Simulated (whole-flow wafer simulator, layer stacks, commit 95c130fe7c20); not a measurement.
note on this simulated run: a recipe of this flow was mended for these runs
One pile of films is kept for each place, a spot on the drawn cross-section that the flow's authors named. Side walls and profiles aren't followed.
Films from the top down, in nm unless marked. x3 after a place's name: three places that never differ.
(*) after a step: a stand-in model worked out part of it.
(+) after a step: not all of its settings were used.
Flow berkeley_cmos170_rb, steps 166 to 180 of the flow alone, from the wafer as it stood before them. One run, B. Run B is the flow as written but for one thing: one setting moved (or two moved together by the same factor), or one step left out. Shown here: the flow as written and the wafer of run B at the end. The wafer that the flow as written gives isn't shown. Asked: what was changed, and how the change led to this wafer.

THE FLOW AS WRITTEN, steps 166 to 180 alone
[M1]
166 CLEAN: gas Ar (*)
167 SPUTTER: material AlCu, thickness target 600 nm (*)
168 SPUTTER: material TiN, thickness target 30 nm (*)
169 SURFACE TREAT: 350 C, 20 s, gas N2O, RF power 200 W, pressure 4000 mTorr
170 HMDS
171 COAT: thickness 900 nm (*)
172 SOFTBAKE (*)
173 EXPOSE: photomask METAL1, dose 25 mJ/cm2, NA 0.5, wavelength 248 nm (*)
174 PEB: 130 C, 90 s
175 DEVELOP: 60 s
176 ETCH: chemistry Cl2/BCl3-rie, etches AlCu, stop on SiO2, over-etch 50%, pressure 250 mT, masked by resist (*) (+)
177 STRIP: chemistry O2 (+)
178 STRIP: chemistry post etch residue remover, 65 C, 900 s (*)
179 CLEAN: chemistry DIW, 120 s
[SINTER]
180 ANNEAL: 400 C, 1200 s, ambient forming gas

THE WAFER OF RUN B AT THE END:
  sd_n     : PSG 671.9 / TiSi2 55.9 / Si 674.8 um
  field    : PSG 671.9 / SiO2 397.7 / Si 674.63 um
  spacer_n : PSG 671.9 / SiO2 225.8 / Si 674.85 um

The cause: step 176, ETCH: over-etch 28.8% was run, where the flow has over-etch 50%.

How the change led to this, step by step:
  176 ETCH: chemistry Cl2/BCl3-rie, etches AlCu, stop on SiO2, over-etch 50%, pressure 250 mT, masked by resist (*) (+)
      field, sd_n, spacer_n, gate, spacer_p, gate_p: TiN -30 (all of it), AlCu -600 (all of it), PSG -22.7 (as written it would be: TiN -30 (all of it), AlCu -600 (all of it), PSG -39.4)
      contact, m1: KrF-resist -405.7 (as written it would be: KrF-resist -472.5)
      (and at 1 more place)
  177 STRIP: chemistry O2 (+)
      contact: KrF-resist -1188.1 (all of it) (as written it would be: KrF-resist -1121.3 (all of it))
      m1: KrF-resist -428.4 (all of it) (as written it would be: KrF-resist -361.6 (all of it))
